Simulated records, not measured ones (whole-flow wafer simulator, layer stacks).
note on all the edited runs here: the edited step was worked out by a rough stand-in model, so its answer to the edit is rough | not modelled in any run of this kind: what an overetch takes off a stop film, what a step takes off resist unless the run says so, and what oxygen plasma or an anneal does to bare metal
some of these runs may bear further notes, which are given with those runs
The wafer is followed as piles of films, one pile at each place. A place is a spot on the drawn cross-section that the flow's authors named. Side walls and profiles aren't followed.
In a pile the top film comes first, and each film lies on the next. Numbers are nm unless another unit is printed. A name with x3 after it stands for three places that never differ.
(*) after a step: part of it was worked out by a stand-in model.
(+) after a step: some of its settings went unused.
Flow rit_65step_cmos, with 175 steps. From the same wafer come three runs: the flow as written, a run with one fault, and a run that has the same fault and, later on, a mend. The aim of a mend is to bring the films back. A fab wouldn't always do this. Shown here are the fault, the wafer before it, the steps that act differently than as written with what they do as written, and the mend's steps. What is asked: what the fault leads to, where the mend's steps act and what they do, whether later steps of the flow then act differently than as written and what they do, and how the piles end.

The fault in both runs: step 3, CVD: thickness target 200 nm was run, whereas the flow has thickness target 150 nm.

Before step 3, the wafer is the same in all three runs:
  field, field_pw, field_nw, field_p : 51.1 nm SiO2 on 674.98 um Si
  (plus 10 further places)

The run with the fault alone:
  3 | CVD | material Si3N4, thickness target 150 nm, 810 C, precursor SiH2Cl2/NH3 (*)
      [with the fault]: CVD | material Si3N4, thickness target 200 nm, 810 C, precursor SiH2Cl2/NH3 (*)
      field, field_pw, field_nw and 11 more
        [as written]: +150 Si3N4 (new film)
        [with the fault]: +200 Si3N4 (new film)
  Steps later in the flow that act otherwise than as written (not shown: 57 more steps that differ only slightly, by at most 2% or 0.5 nm, whichever is larger):
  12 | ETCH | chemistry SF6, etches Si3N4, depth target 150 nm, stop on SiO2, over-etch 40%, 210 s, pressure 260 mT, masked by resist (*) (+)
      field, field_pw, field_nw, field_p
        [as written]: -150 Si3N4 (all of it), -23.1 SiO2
        [with the fault]: -200 Si3N4 (all of it), -3.85 SiO2
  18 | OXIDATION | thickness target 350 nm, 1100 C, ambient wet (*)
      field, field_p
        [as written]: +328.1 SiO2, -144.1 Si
        [with the fault]: +314.5 SiO2, -138.1 Si
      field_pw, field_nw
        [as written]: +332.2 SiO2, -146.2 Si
        [with the fault]: +318.3 SiO2, -140 Si
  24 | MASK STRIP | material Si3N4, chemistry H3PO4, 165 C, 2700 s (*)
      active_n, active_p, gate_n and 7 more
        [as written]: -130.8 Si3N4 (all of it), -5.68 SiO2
        [with the fault]: -180.8 Si3N4 (all of it), -3.77 SiO2
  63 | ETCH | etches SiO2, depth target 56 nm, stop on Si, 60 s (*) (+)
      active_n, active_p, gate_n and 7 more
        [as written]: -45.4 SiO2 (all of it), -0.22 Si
        [with the fault]: -47.3 SiO2 (all of it), -0.18 Si
  At the end the piles are close to the flow's at the places that both follow, differing by at most 2% or 0.5 nm, whichever is larger.

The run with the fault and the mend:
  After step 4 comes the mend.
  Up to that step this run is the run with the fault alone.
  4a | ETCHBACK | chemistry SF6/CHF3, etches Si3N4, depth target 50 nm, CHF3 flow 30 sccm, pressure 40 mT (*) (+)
      field, field_pw, field_nw and 11 more
        -50 Si3N4
  Later steps of the flow that are run all act as written at every place that is followed.
  By the end, the piles equal the flow's at every place that both follow.
